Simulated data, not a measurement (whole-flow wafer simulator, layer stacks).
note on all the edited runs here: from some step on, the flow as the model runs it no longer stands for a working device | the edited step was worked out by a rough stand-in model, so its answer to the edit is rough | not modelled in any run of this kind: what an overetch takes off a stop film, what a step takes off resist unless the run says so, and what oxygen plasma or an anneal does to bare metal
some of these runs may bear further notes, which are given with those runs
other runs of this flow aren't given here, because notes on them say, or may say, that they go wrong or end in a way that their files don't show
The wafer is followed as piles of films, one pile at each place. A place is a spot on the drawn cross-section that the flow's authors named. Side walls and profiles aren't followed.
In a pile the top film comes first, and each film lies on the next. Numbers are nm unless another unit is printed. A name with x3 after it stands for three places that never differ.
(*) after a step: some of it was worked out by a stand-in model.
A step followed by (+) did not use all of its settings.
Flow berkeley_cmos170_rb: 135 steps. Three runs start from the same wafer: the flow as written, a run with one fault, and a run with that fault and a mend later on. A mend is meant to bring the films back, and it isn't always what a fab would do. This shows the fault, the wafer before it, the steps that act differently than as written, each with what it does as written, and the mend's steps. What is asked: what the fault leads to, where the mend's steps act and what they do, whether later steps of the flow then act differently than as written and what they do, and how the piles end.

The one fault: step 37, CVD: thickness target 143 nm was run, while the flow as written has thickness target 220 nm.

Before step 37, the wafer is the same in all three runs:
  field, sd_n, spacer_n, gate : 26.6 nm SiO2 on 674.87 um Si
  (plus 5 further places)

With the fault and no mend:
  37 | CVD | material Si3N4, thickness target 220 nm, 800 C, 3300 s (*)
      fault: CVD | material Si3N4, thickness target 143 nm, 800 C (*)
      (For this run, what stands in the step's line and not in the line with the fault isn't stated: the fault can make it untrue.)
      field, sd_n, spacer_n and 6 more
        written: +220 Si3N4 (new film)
        fault: +143 Si3N4 (new film)
  Steps further on in the flow that do not act as written (not shown: 29 more steps that differ only slightly, by at most 2% or 0.5 nm, whichever is larger):
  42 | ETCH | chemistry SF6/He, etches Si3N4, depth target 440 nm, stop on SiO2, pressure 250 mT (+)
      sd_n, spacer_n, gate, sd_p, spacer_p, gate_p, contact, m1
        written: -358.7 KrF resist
        fault: -233.2 KrF resist
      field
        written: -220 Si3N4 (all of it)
        fault: -143 Si3N4 (all of it)
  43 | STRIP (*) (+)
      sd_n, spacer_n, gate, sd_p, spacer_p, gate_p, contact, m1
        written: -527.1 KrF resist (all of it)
        fault: -652.6 KrF resist (all of it)
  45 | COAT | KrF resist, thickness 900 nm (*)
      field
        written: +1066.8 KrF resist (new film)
        fault: +1008.5 KrF resist (new film)
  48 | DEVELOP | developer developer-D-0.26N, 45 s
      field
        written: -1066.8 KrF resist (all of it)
        fault: -1008.5 KrF resist (all of it)
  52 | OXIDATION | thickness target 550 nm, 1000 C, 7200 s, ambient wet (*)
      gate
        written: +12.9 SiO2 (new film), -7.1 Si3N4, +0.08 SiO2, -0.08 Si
        fault: +12.9 SiO2 (new film), -7.1 Si3N4
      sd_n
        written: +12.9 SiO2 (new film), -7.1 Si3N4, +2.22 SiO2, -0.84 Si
        fault: +12.9 SiO2 (new film), -7.1 Si3N4, +18.3 SiO2, -8.17 Si
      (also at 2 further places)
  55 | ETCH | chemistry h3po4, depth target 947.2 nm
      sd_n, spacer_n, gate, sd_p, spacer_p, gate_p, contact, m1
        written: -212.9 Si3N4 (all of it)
        fault: -135.9 Si3N4 (all of it)
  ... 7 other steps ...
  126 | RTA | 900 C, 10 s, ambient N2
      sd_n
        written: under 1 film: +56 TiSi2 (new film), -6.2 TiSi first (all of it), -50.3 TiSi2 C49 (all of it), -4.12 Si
        fault: under 1 film: +54.3 TiSi2 (new film), -4.38 TiSi first (all of it), -51.2 TiSi2 C49 (all of it), -2.91 Si
  By the end, the piles at sd_n depart from the flow's by more than 2% or 0.5 nm, whichever is larger.
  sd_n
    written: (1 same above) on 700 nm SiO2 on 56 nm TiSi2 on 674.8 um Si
    fault: (1 same above) on 700 nm SiO2 on 54.3 nm TiSi2 on 674.79 um Si

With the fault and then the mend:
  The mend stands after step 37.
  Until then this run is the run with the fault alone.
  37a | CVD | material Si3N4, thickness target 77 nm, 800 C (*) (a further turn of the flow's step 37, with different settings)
      field, sd_n, spacer_n and 6 more
        +77 Si3N4
  None of the later steps of the flow acts differently than as written at any place that is followed.
  By the end, the piles equal the flow's at every place that both follow.
